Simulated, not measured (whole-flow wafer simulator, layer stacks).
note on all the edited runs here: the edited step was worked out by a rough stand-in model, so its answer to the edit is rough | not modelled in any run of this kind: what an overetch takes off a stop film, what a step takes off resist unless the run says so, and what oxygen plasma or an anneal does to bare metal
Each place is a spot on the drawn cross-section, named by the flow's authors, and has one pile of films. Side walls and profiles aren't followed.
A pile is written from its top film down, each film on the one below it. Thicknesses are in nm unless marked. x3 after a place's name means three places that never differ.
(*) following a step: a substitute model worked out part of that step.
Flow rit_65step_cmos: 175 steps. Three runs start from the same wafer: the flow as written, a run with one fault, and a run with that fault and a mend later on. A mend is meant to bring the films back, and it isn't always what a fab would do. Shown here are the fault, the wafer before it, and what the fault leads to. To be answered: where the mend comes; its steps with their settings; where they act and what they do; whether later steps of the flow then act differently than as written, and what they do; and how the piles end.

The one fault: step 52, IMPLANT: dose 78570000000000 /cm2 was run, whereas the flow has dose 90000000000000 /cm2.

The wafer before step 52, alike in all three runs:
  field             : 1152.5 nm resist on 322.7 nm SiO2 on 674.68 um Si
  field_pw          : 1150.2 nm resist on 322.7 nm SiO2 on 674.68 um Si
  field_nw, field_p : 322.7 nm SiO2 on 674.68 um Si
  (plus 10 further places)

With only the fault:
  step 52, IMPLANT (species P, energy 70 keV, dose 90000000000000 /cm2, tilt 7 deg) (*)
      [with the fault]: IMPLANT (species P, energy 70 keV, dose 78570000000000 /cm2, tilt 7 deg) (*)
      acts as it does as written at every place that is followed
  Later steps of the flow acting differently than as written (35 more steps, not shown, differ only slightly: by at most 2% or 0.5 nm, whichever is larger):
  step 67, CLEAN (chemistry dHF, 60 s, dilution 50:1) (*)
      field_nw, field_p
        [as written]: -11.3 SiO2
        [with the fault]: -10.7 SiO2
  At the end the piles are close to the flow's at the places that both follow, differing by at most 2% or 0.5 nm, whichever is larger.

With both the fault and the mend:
  After step 53 comes the mend.
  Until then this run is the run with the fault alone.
  step 53a, HMDS (140 C, 60 s) (the flow's step 45, run once more)
      does not change any film at any place that is followed
  step 53b, COAT (resist, thickness 1300 nm) (the flow's step 46, run once more)
      gate_n, gate_p, spacer, spacer_p, contact
        +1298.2 resist (new film)
      active_n, active_p, sd_p
        +1297.4 resist (new film)
      field_pw, field_nw
        +1313 resist (new film)
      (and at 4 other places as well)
  step 53c, SOFTBAKE (resist, 90 C, 60 s) (the flow's step 47, run once more)
      does not change any film at any place that is followed
  step 53d, EXPOSE (photomask M4, dose 250 mJ/cm2, NA 0.6, wavelength 365 nm) (the flow's step 48, run once more)
      does not change any film at any place that is followed
  step 53e, PEB (resist, 110 C, 60 s) (the flow's step 49, run once more)
      gate_n, gate_p, spacer, spacer_p, contact, m1
        -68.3 resist
      active_n, active_p, sd_n, sd_p
        -68.2 resist
      field, field_p
        -69.2 resist
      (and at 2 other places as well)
  step 53f, DEVELOP (resist, thickness 1300 nm, 68 s) (the flow's step 50, run once more)
      gate_p, spacer_p
        -1229.9 resist (all of it)
      field_nw
        -1243.9 resist (all of it)
      field_p
        -1246.4 resist (all of it)
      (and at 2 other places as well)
  step 53g, HARDBAKE (resist, 140 C, 120 s) (the flow's step 51, run once more)
      active_n, gate_n, spacer, contact, m1
        -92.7 resist
      field
        -94 resist
      field_pw
        -93.8 resist
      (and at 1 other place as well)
  step 53h, IMPLANT (species P, energy 70 keV, dose 11430000000000 /cm2, tilt 7 deg) (*) (the flow's step 52, run once more with other settings)
      does not change any film at any place that is followed
  step 53i, STRIP (resist, chemistry O2, 180 s) (the flow's step 53, run once more)
      gate_n, spacer, contact
        -1137.2 resist (all of it)
      field
        -1152.5 resist (all of it)
      field_pw
        -1150.2 resist (all of it)
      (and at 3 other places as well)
  None of the later steps of the flow acts differently than as written at any place that is followed.
  The piles end the same as the flow's at every place that both follow.
